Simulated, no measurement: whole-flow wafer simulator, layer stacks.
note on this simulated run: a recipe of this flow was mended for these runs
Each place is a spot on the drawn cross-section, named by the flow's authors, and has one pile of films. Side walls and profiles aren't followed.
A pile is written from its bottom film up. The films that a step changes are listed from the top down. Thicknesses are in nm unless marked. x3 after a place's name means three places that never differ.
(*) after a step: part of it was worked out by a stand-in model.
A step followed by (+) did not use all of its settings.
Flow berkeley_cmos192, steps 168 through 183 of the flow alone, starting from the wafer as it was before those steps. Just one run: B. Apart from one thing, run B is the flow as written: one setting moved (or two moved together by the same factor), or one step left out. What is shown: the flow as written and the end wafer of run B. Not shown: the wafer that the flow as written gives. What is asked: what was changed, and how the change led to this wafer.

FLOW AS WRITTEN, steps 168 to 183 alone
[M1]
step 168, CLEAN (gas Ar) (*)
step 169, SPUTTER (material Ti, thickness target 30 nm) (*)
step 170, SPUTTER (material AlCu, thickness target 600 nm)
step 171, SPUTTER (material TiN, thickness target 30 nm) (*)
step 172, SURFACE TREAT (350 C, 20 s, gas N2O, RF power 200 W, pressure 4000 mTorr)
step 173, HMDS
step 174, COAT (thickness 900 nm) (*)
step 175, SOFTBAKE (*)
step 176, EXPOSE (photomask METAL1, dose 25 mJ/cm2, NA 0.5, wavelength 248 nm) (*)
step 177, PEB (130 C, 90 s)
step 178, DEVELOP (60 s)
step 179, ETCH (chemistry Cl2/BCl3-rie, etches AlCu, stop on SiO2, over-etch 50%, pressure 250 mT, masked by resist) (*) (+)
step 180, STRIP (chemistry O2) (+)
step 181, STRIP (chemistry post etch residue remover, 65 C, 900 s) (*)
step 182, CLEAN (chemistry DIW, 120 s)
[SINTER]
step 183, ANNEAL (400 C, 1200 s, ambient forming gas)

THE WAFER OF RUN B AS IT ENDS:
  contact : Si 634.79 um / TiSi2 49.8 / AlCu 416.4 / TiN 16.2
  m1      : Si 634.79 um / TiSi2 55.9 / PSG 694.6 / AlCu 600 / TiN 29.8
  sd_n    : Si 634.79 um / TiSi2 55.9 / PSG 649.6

What caused this: step 169, SPUTTER: material Ti, thickness target 30 nm (*), was omitted.

Step by step, how the change led to this:
  step 179, ETCH (chemistry Cl2/BCl3-rie, etches AlCu, stop on SiO2, over-etch 50%, pressure 250 mT, masked by resist) (*) (+)
      field, sd_n, spacer_n, gate, spacer_p, gate_p: TiN loses 30 (all of it), AlCu loses 600 (all of it), PSG loses 45 (as written it would have been: TiN loses 30 (all of it), AlCu loses 600 (all of it), Ti loses 30 (all of it), PSG loses 41.2)
      sd_p: TiN loses 26.3 (all of it), AlCu loses 558.8 (all of it), PSG loses 50.6 (as written it would have been: TiN loses 26.2 (all of it), AlCu loses 557.4 (all of it), Ti loses 26.8 (all of it), PSG loses 47.4)
